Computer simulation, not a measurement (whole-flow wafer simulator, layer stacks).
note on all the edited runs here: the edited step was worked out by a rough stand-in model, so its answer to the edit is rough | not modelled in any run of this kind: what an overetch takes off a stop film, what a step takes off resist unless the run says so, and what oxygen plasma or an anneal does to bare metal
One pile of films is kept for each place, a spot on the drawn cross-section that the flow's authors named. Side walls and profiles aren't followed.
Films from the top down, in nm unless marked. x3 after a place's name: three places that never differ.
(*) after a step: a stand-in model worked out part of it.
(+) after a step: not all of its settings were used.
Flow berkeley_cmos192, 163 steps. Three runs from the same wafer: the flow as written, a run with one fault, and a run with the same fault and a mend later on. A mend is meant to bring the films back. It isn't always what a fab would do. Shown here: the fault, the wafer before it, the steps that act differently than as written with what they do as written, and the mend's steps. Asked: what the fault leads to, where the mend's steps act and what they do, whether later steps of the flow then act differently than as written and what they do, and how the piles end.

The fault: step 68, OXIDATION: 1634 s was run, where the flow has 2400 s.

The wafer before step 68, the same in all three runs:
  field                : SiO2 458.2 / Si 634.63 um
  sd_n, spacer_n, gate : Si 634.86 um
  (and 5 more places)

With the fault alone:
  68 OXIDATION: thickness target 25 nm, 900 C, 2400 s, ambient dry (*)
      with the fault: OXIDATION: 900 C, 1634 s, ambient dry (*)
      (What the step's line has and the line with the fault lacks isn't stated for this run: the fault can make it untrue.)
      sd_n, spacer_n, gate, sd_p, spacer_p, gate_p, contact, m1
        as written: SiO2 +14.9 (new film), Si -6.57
        with the fault: SiO2 +11.7 (new film), Si -5.16
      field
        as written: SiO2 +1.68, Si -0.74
        with the fault: SiO2 +1.14, Si -0.5
  Later steps of the flow that act differently than as written (38 more steps differ only slightly, by at most 2% or 0.5 nm, whichever is larger, and aren't shown):
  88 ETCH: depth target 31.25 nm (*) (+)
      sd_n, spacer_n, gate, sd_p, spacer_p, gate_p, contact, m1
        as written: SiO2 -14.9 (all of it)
        with the fault: SiO2 -11.7 (all of it)
  At the end the piles differ from the flow's only slightly at the places that both follow, by at most 2% or 0.5 nm, whichever is larger.

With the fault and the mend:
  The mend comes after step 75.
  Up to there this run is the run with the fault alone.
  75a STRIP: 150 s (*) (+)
      sd_p
        KrF resist -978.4 (all of it)
      spacer_p
        KrF resist -959.8 (all of it)
      gate_p
        KrF resist -958.9 (all of it)
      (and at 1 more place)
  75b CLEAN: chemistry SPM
      changes no film at any place that is followed
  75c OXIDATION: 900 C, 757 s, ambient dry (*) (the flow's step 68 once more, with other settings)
      sd_n, spacer_n, gate, sd_p, spacer_p, gate_p, contact, m1
        SiO2 +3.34, Si -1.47
      field
        SiO2 +0.53, Si -0.23
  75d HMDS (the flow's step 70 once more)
      changes no film at any place that is followed
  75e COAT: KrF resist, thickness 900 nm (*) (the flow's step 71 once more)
      field
        KrF resist +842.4 (new film)
      sd_n
        KrF resist +1013.2 (new film)
      spacer_n
        KrF resist +978.6 (new film)
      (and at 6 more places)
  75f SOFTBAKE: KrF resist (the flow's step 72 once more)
      changes no film at any place that is followed
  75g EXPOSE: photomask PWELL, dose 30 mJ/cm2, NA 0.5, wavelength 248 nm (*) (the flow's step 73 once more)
      changes no film at any place that is followed
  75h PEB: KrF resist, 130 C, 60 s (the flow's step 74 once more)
      sd_n, m1
        KrF resist -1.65
      spacer_n, gate
        KrF resist -1.58
      spacer_p, gate_p
        KrF resist -1.57
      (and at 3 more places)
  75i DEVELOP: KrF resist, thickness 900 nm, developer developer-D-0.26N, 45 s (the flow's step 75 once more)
      sd_p, spacer_p, gate_p, m1
        KrF resist -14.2
      spacer_n, gate
        KrF resist -977 (all of it)
      field
        KrF resist -841.1 (all of it)
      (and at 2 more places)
  No later step of the flow acts differently than as written, at any place that is followed, by more than 2% or 0.5 nm, whichever is larger.
  At the end the piles differ from the flow's only slightly at the places that both follow, by at most 2% or 0.5 nm, whichever is larger.
